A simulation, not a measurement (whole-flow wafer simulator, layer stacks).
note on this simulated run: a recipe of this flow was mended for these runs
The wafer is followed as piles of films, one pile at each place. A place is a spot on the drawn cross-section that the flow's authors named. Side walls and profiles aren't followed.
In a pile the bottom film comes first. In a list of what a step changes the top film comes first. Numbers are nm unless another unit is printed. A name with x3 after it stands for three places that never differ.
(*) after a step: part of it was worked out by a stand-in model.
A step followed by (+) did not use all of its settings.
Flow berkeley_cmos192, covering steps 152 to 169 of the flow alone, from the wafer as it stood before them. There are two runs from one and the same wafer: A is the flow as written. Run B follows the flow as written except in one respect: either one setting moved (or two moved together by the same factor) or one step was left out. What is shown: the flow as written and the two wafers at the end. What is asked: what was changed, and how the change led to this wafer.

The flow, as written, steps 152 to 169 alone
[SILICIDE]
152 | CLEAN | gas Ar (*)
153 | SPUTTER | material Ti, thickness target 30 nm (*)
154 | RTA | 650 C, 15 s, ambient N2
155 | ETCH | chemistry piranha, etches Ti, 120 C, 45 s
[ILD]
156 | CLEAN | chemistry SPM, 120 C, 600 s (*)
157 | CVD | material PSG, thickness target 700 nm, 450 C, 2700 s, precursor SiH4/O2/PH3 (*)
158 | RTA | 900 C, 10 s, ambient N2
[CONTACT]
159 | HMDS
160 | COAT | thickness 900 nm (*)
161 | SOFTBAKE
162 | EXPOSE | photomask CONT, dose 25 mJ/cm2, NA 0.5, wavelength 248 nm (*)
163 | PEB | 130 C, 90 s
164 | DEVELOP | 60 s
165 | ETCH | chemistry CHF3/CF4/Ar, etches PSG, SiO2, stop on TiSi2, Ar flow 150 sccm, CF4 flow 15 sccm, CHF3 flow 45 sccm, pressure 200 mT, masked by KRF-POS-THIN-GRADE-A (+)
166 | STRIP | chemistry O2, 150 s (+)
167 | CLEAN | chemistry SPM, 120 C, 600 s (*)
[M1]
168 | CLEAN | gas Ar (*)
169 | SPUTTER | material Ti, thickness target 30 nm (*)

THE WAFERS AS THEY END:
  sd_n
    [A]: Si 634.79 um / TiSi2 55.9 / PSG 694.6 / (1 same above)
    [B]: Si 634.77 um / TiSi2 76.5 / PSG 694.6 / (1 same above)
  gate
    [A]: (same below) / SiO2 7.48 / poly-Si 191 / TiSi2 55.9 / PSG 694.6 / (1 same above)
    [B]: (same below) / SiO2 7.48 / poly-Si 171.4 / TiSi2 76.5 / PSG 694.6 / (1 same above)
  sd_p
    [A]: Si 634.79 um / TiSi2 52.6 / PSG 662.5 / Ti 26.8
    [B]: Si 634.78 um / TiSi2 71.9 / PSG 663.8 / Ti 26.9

What caused this: step 153, SPUTTER: thickness target 41 nm was run, whereas the flow has thickness target 30 nm.

Step by step, how the change led to this:
  153 | SPUTTER | material Ti, thickness target 30 nm (*)
      field, sd_n, spacer_n, gate, spacer_p, gate_p, contact, m1: A Ti gains 30 (new film) | B Ti gains 41 (new film)
      sd_p: A Ti gains 28.2 (new film) | B Ti gains 38.6 (new film)
  154 | RTA | 650 C, 15 s, ambient N2
      sd_n, contact, m1: A Ti loses 23.4, TiSi first gains 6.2 (new film), TiSi2 C49 gains 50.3 (new film), Si loses 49 | B Ti loses 32, TiSi first gains 30.8 (new film), TiSi2 C49 gains 35.6 (new film), Si loses 52.2
      gate, gate_p: A Ti loses 23.4, TiSi first gains 6.2 (new film), TiSi2 C49 gains 50.3 (new film), poly-Si loses 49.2 | B Ti loses 32, TiSi first gains 30.8 (new film), TiSi2 C49 gains 35.6 (new film), poly-Si loses 52.4
      (and at 1 other place as well)
  155 | ETCH | chemistry piranha, etches Ti, 120 C, 45 s
      sd_n, gate, gate_p, contact, m1: A Ti loses 6.6 (all of it), TiSi first loses 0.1 | B Ti loses 9.02 (all of it), TiSi first loses 0.1
      field, spacer_n, spacer_p: A Ti loses 30 (all of it) | B Ti loses 41 (all of it)
      (and at 1 other place as well)
  158 | RTA | 900 C, 10 s, ambient N2
      sd_n, contact, m1: A under 1 film: TiSi2 gains 55.9 (new film), TiSi first loses 6.09 (all of it), TiSi2 C49 loses 50.3 (all of it), Si loses 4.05 | B under 1 film: TiSi2 gains 76.5 (new film), TiSi first loses 30.7 (all of it), TiSi2 C49 loses 35.6 (all of it), Si loses 20.4
      gate, gate_p: A under 1 film: TiSi2 gains 55.9 (new film), TiSi first loses 6.09 (all of it), TiSi2 C49 loses 50.3 (all of it), poly-Si loses 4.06 | B under 1 film: TiSi2 gains 76.5 (new film), TiSi first loses 30.7 (all of it), TiSi2 C49 loses 35.6 (all of it), poly-Si loses 20.4
      (and at 1 other place as well)
